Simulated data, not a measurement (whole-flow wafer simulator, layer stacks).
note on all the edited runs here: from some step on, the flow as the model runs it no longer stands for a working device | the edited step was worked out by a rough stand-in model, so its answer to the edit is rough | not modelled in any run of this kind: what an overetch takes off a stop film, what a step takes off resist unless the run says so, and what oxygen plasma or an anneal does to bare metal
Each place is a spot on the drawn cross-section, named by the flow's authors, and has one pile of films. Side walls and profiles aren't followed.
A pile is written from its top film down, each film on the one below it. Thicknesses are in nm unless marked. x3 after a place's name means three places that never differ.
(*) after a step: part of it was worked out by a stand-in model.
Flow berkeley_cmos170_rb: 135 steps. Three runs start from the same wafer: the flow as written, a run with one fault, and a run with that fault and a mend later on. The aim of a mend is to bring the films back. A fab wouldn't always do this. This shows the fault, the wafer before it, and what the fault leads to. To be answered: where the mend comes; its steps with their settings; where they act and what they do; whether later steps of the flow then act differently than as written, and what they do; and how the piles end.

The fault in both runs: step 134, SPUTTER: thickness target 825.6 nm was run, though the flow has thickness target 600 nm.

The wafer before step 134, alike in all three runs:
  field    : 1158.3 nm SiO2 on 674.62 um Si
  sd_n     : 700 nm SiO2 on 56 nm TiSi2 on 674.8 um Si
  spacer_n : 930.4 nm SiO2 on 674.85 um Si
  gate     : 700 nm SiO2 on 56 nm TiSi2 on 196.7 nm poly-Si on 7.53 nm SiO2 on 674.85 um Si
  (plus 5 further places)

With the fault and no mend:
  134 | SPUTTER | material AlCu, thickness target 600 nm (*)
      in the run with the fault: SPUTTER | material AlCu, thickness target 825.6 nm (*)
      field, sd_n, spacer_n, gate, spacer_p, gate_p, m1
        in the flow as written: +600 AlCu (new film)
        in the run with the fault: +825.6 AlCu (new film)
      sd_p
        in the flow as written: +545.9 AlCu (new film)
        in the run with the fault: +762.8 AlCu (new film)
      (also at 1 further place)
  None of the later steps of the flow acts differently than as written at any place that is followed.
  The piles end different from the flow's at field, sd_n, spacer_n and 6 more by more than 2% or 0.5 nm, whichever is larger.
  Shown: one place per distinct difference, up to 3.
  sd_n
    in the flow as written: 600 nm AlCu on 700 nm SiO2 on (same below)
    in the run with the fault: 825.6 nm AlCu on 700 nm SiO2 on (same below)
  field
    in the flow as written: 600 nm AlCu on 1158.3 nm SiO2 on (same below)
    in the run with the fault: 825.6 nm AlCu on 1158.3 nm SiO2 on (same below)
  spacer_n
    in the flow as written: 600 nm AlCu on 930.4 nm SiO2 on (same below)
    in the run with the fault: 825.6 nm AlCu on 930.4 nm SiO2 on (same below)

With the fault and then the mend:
  The mend stands after step 134.
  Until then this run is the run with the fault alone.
  134a | ETCH | chemistry al pan, depth target 949.9 nm
      field, sd_n, spacer_n, gate, spacer_p, gate_p, m1
        -825.6 AlCu (all of it)
      sd_p
        -762.8 AlCu (all of it)
      contact
        -560.9 AlCu (all of it)
  134b | SPUTTER | material AlCu, thickness target 600 nm (*) (the flow's step 134 again)
      field, sd_n, spacer_n, gate, spacer_p, gate_p, m1
        +600 AlCu (new film)
      sd_p
        +545.9 AlCu (new film)
      contact
        +415.1 AlCu (new film)
  None of the later steps of the flow acts differently than as written at any place that is followed.
  The piles end the same as the flow's at every place that both follow.
